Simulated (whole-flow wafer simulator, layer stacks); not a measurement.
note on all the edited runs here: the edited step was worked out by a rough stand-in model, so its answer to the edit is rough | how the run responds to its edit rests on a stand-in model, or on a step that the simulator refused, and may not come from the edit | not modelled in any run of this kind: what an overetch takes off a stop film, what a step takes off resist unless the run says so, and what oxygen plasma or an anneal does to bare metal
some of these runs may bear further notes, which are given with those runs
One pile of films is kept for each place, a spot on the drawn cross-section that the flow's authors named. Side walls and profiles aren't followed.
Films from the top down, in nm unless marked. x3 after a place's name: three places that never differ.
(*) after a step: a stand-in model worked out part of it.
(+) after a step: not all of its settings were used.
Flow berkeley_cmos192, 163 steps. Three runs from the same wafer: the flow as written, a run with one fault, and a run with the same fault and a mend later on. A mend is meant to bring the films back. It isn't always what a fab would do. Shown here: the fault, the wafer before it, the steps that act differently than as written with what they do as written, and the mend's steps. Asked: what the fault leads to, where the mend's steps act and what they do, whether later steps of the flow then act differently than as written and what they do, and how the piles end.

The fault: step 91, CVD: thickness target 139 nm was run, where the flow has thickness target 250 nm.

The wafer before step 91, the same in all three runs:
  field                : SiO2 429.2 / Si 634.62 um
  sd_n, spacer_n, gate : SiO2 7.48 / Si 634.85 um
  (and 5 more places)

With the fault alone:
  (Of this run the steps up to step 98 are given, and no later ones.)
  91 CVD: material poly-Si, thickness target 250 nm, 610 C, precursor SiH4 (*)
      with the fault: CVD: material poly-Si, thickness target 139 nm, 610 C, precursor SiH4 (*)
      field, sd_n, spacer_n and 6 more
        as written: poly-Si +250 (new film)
        with the fault: poly-Si +139 (new film)
  Later steps of the flow that act differently than as written (2 more steps differ only slightly, by at most 2% or 0.5 nm, whichever is larger, and aren't shown):
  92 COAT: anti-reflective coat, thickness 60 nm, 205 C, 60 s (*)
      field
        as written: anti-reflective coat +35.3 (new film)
        with the fault: anti-reflective coat +34.4 (new film)
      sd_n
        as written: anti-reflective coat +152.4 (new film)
        with the fault: anti-reflective coat +148 (new film)
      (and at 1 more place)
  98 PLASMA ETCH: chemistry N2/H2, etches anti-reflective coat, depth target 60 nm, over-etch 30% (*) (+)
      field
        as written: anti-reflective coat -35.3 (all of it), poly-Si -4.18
        with the fault: anti-reflective coat -34.4 (all of it), poly-Si -4.05
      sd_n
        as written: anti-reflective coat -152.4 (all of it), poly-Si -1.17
        with the fault: anti-reflective coat -148 (all of it), poly-Si -1.14
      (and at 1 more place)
  After step 98 the piles differ from the flow's by more than 2% or 0.5 nm, whichever is larger, at field, sd_n, spacer_n and 6 more.
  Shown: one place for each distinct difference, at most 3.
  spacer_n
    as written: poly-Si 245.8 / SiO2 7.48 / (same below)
    with the fault: poly-Si 134.9 / SiO2 7.48 / (same below)
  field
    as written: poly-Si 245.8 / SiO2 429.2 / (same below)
    with the fault: poly-Si 134.9 / SiO2 429.2 / (same below)
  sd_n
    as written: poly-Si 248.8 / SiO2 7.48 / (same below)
    with the fault: poly-Si 137.9 / SiO2 7.48 / (same below)

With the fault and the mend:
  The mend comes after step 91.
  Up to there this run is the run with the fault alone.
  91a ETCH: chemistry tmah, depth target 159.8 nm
      field, sd_n, spacer_n and 6 more
        poly-Si -139 (all of it)
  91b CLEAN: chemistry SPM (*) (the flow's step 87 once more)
      changes no film at any place that is followed
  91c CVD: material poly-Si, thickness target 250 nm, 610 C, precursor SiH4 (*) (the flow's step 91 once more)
      field, sd_n, spacer_n and 6 more
        poly-Si +250 (new film)
  No later step of the flow acts differently than as written, at any place that is followed, by more than 2% or 0.5 nm, whichever is larger.
  At the end the piles are the same as the flow's at every place that both follow.
